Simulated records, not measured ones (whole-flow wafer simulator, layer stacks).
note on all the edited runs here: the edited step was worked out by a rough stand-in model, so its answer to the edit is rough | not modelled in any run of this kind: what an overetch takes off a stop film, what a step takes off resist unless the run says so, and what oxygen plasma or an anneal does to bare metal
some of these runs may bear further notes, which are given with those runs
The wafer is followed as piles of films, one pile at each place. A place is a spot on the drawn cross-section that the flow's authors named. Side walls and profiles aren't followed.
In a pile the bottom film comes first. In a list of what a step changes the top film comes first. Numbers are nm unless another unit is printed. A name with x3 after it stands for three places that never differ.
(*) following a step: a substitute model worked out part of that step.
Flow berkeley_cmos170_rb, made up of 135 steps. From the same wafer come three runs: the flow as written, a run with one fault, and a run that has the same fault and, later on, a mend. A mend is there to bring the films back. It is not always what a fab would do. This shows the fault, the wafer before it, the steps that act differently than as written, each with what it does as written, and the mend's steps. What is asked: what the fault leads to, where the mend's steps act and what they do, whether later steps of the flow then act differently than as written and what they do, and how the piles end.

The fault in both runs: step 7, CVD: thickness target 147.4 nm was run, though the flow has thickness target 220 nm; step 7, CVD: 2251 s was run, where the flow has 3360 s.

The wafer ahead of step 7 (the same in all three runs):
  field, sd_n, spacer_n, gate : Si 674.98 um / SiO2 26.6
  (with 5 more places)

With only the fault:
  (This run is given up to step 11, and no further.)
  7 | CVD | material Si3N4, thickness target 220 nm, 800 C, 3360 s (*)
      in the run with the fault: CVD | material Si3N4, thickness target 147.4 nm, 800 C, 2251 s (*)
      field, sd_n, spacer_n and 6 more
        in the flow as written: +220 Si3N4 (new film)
        in the run with the fault: +147.4 Si3N4 (new film)
  Later steps of the flow up to step 11 that are run all act as written at every place that is followed.
  Once step 11 is done, the piles at field, sd_n, spacer_n and 6 more depart from the flow's by more than 2% or 0.5 nm, whichever is larger.
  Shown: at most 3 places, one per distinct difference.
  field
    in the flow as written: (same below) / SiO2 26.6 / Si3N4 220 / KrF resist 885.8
    in the run with the fault: (same below) / SiO2 26.6 / Si3N4 147.4 / KrF resist 885.8
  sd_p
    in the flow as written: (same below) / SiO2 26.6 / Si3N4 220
    in the run with the fault: (same below) / SiO2 26.6 / Si3N4 147.4

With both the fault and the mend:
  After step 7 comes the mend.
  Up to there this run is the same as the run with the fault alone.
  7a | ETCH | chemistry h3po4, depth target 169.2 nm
      field, sd_n, spacer_n and 6 more
        -147.4 Si3N4 (all of it)
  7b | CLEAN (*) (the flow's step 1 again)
      alters no film at any place that is followed
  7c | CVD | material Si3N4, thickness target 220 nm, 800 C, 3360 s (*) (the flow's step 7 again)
      field, sd_n, spacer_n and 6 more
        +220 Si3N4 (new film)
  Later steps of the flow that are run all act as written at every place that is followed.
  By the end, the piles equal the flow's at every place that both follow.
